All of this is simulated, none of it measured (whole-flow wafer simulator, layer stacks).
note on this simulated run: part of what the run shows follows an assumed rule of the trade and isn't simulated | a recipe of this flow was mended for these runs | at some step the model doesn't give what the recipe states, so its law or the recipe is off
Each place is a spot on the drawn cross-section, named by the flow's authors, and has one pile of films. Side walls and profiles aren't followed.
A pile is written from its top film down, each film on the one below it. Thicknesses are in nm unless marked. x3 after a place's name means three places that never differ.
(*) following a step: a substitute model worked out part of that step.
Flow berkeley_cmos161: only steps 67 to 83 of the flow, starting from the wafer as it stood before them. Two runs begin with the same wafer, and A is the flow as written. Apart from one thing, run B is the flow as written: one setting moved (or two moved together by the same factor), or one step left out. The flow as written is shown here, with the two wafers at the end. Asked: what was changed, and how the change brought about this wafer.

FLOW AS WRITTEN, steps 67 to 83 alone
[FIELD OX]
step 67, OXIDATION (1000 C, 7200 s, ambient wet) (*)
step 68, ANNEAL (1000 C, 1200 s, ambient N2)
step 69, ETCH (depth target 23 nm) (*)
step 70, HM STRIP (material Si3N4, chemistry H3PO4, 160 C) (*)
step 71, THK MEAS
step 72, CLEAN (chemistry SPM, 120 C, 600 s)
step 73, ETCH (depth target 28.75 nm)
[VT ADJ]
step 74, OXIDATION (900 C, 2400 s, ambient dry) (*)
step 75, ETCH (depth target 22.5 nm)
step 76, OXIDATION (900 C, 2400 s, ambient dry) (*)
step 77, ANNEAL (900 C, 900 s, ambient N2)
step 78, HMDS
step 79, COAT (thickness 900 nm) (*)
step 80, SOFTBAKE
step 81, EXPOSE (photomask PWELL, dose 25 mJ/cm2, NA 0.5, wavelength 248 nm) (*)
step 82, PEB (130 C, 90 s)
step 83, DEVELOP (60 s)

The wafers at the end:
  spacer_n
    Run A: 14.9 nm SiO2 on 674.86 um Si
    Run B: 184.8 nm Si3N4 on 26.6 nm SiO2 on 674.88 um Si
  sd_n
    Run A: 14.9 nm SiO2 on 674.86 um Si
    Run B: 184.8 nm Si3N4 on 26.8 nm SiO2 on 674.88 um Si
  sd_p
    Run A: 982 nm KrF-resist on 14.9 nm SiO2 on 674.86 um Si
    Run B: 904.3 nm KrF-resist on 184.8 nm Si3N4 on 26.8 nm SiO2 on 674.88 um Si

What caused this: step 69, ETCH: depth target 11 nm was run, whereas the flow has depth target 23 nm.

Step by step, how the change led to this:
  step 69, ETCH (depth target 23 nm) (*)
      sd_n, spacer_n, gate_n, sd_p, spacer_p, gate_p, contact, m1: A -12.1 SiO2 (all of it), -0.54 Si3N4 | B -11 SiO2
      field: A -23 SiO2 | B -11 SiO2
  step 70, HM STRIP (material Si3N4, chemistry H3PO4, 160 C) (*)
      sd_n, spacer_n, gate_n, sd_p, spacer_p, gate_p, contact, m1: A -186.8 Si3N4 (all of it), -8.69 SiO2 | B nothing
      field: A -14.5 SiO2 | B nothing
  step 73, ETCH (depth target 28.75 nm)
      spacer_n, gate_n, spacer_p, gate_p, contact, m1: A -17.9 SiO2 (all of it) | B -1.14 SiO2 (all of it), -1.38 Si3N4
      sd_n, sd_p: A -18.1 SiO2 (all of it) | B -1.14 SiO2 (all of it), -1.38 Si3N4
  step 74, OXIDATION (900 C, 2400 s, ambient dry) (*)
      sd_n, spacer_n, gate_n, sd_p, spacer_p, gate_p, contact, m1: A +14.9 SiO2 (new film), -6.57 Si | B nothing
  step 75, ETCH (depth target 22.5 nm)
      sd_n, spacer_n, gate_n, sd_p, spacer_p, gate_p, contact, m1: A -14.9 SiO2 (all of it) | B -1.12 Si3N4
  step 76, OXIDATION (900 C, 2400 s, ambient dry) (*)
      sd_n, spacer_n, gate_n, sd_p, spacer_p, gate_p, contact, m1: A +14.9 SiO2 (new film), -6.57 Si | B nothing
  step 79, COAT (thickness 900 nm) (*)
      field: A +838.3 KrF-resist (new film) | B +886.4 KrF-resist (new film)
      sd_n: A +1020.9 KrF-resist (new film) | B +925.7 KrF-resist (new film)
      (and at 7 other places as well)
  step 83, DEVELOP (60 s)
      field: A -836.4 KrF-resist (all of it) | B -884.3 KrF-resist (all of it)
      sd_n: A -1018.4 KrF-resist (all of it) | B -923.5 KrF-resist (all of it)
      (and at 4 other places as well)
